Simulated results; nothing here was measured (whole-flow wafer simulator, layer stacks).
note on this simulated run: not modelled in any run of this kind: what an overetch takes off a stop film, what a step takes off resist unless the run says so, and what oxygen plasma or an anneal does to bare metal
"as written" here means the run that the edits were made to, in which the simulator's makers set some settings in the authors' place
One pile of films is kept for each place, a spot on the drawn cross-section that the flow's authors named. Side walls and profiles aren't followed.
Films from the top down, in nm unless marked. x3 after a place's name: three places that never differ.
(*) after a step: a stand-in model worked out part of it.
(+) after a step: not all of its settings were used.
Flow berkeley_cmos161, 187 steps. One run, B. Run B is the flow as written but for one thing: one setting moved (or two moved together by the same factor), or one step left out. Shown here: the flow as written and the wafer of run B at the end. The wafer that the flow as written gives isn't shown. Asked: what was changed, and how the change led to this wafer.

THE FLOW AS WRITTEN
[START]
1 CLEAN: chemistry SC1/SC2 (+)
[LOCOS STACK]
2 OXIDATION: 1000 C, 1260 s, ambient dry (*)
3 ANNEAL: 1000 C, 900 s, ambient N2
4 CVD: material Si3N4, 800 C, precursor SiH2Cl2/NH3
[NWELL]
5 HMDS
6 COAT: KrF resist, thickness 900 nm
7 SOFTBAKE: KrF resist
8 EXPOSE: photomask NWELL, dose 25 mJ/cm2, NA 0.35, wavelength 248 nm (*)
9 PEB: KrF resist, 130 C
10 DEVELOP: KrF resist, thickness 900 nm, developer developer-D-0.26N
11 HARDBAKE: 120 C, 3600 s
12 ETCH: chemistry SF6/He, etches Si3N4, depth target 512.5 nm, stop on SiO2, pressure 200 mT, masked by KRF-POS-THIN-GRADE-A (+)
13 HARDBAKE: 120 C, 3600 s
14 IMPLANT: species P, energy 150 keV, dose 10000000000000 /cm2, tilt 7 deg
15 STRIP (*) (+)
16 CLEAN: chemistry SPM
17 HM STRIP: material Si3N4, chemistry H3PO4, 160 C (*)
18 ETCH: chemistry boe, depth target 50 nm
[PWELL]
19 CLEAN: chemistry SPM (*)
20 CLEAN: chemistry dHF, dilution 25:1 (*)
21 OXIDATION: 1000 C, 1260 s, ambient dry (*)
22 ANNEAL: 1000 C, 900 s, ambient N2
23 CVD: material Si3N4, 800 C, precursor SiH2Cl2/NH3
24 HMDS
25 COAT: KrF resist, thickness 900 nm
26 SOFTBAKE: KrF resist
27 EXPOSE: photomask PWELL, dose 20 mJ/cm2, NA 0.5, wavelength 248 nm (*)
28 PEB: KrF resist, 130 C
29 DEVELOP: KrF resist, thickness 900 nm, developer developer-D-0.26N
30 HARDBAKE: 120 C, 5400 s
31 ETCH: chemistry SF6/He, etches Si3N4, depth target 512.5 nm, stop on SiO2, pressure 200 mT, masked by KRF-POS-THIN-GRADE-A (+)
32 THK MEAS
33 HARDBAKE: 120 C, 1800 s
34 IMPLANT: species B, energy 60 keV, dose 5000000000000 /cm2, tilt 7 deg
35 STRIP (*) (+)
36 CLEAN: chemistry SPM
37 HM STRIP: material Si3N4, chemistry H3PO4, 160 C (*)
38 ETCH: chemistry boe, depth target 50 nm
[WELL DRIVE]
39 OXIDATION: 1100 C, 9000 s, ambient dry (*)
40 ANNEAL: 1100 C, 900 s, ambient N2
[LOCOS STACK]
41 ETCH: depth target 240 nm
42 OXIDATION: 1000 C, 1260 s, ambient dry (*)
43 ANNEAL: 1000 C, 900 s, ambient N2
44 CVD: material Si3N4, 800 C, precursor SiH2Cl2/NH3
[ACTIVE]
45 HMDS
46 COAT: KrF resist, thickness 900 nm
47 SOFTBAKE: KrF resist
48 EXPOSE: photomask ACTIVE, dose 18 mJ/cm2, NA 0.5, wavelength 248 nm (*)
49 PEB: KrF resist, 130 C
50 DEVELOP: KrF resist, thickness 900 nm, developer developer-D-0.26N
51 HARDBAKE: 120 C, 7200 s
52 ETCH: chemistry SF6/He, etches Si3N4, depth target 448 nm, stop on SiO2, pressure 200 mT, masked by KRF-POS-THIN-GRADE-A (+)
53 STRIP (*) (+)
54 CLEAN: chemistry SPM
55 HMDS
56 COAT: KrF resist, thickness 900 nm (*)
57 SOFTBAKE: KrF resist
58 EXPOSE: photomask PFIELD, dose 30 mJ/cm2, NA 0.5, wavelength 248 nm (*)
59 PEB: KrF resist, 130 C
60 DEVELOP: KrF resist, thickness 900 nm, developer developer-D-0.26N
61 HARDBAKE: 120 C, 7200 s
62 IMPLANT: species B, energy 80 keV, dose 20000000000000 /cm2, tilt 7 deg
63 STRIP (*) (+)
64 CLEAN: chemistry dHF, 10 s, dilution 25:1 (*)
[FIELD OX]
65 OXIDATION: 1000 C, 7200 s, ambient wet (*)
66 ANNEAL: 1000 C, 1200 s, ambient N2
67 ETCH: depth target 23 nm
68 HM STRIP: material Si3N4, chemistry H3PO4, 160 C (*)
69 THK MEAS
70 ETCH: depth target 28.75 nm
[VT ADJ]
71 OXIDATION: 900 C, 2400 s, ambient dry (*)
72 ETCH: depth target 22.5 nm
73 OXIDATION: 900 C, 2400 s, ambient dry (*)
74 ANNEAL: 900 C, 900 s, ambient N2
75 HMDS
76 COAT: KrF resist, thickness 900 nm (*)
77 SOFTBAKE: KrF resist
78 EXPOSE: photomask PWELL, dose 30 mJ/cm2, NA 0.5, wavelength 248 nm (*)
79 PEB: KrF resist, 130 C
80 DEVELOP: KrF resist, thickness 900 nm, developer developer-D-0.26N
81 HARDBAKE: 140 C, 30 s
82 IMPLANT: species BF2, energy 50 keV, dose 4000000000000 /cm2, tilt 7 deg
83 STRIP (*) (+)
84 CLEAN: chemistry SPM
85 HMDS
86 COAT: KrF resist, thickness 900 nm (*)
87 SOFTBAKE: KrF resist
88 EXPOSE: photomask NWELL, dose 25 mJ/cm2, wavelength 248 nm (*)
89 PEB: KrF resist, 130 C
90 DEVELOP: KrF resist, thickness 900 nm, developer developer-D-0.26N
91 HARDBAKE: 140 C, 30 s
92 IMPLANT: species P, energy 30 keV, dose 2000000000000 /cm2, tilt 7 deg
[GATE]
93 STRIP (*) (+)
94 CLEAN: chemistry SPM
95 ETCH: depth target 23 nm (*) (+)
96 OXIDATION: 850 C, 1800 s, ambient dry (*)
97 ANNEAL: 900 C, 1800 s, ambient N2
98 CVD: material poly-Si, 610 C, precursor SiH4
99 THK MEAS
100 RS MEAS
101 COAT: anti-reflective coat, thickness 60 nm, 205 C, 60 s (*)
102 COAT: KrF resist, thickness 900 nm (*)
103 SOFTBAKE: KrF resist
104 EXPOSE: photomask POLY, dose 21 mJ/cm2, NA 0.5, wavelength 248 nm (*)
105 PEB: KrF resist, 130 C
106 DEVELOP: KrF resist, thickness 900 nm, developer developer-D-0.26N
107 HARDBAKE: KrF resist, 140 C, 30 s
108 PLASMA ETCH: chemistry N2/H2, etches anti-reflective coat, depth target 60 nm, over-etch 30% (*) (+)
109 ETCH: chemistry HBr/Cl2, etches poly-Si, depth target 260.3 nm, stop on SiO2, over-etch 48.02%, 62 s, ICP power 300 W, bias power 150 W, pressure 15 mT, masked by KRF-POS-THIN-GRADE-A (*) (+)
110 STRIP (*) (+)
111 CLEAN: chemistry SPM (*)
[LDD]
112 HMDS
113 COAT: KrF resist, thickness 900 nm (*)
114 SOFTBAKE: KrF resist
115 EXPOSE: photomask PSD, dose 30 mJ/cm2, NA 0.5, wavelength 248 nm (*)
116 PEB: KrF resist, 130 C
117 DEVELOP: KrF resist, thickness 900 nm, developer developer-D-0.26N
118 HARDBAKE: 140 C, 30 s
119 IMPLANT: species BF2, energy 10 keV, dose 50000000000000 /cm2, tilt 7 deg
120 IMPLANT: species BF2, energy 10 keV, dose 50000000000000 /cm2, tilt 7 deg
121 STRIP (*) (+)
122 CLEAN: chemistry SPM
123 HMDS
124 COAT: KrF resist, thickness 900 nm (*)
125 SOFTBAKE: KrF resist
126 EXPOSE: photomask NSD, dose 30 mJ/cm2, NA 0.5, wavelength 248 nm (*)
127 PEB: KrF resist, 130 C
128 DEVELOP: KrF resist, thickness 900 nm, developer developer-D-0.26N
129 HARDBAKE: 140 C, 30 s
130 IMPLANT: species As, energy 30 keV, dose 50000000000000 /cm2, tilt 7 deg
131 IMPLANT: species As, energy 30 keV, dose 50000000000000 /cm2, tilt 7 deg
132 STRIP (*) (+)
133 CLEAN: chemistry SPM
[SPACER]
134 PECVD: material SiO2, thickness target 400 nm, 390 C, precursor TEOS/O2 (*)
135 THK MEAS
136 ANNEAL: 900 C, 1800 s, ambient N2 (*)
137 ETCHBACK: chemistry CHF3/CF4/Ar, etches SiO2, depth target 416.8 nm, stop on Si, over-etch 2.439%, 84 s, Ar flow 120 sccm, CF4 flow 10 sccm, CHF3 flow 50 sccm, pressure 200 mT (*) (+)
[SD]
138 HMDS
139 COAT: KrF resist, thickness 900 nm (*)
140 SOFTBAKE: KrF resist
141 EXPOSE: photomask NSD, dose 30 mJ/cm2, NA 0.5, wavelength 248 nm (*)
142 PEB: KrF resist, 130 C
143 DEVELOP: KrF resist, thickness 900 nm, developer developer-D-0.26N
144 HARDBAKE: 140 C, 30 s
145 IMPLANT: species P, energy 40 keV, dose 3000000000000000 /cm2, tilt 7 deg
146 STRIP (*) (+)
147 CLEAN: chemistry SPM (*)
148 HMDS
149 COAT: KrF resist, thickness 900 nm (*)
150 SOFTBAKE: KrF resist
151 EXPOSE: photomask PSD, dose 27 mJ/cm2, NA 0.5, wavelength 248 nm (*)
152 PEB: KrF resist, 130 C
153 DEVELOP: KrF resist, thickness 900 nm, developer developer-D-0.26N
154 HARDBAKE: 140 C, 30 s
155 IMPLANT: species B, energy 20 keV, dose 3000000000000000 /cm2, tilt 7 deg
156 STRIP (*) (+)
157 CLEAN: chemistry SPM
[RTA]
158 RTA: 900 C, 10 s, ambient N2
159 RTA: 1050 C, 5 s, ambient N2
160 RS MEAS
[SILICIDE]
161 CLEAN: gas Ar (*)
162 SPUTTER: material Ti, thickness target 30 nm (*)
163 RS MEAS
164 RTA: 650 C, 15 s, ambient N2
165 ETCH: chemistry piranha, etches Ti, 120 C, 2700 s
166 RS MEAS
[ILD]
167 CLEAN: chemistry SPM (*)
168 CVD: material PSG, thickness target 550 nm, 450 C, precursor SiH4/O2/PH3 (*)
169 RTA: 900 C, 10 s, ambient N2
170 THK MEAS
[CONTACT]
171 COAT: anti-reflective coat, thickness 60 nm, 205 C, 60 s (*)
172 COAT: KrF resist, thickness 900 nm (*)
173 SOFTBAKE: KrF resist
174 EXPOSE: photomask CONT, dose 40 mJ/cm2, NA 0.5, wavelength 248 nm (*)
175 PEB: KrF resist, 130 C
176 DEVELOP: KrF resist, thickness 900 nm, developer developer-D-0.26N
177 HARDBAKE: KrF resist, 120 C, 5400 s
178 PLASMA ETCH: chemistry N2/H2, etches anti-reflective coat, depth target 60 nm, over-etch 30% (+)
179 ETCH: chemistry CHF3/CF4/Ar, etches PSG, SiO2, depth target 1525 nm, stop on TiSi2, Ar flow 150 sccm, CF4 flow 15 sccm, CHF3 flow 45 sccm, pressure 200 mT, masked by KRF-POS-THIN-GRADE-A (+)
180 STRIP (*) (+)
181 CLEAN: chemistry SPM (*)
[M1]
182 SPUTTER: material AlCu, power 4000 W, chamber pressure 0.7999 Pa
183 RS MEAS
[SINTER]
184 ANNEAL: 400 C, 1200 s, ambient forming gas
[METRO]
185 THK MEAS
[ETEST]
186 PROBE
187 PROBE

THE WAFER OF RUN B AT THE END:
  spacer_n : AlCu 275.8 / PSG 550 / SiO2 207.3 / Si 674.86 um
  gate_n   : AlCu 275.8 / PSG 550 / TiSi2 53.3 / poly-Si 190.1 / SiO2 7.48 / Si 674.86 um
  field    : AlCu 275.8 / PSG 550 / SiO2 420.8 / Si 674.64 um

The cause: step 72, ETCH: depth target 10.1 nm was run, where the flow has depth target 22.5 nm.

How the change led to this, step by step:
  72 ETCH: depth target 22.5 nm
      sd_n, spacer_n, gate_n, sd_p, spacer_p, gate_p, contact, m1: SiO2 -10.1 (as written it would be: SiO2 -14.9 (all of it))
      field: SiO2 -10.1 (as written it would be: SiO2 -22.5)
  73 OXIDATION: 900 C, 2400 s, ambient dry (*)
      sd_n, spacer_n, gate_n, sd_p, spacer_p, gate_p, contact, m1: SiO2 +11.4, Si -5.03 (as written it would be: SiO2 +14.9 (new film), Si -6.57)
  95 ETCH: depth target 23 nm (*) (+)
      sd_n, spacer_n, gate_n, sd_p, spacer_p, gate_p, contact, m1: SiO2 -16.3 (all of it) (as written it would be: SiO2 -14.9 (all of it))
  101 COAT: anti-reflective coat, thickness 60 nm, 205 C, 60 s (*)
      sd_n: anti-reflective coat +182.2 (new film) (as written it would be: anti-reflective coat +173.5 (new film))
      spacer_n: anti-reflective coat +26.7 (new film) (as written it would be: anti-reflective coat +28.7 (new film))
      (and at 4 more places)
  108 PLASMA ETCH: chemistry N2/H2, etches anti-reflective coat, depth target 60 nm, over-etch 30% (*) (+)
      sd_n: anti-reflective coat -182.2 (all of it), poly-Si -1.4 (as written it would be: anti-reflective coat -173.5 (all of it), poly-Si -1.33)
      spacer_n: anti-reflective coat -26.7 (all of it), poly-Si -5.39 (as written it would be: anti-reflective coat -28.7 (all of it), poly-Si -5.05)
      (and at 2 more places)
  110 STRIP (*) (+)
      gate_n: chemical SiO2 +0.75 (new film), KrF resist -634 (all of it), anti-reflective coat -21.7 (all of it), poly-Si -0.33 (as written it would be: chemical SiO2 +0.75 (new film), KrF resist -626.8 (all of it), anti-reflective coat -23.7 (all of it), poly-Si -0.33)
      gate_p: chemical SiO2 +0.75 (new film), KrF resist -602.4 (all of it), anti-reflective coat -26.9 (all of it), poly-Si -0.33 (as written it would be: chemical SiO2 +0.75 (new film), KrF resist -598.2 (all of it), anti-reflective coat -27.9 (all of it), poly-Si -0.33)
  171 COAT: anti-reflective coat, thickness 60 nm, 205 C, 60 s (*)
      sd_n: anti-reflective coat +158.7 (new film) (as written it would be: anti-reflective coat +149.7 (new film))
      m1: anti-reflective coat +100.8 (new film) (as written it would be: anti-reflective coat +97.8 (new film))
  180 STRIP (*) (+)
      sd_n: KrF resist -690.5 (all of it), anti-reflective coat -158.7 (all of it) (as written it would be: KrF resist -692.5 (all of it), anti-reflective coat -149.7 (all of it))
      m1: KrF resist -743.5 (all of it), anti-reflective coat -100.8 (all of it) (as written it would be: KrF resist -739.9 (all of it), anti-reflective coat -97.8 (all of it))
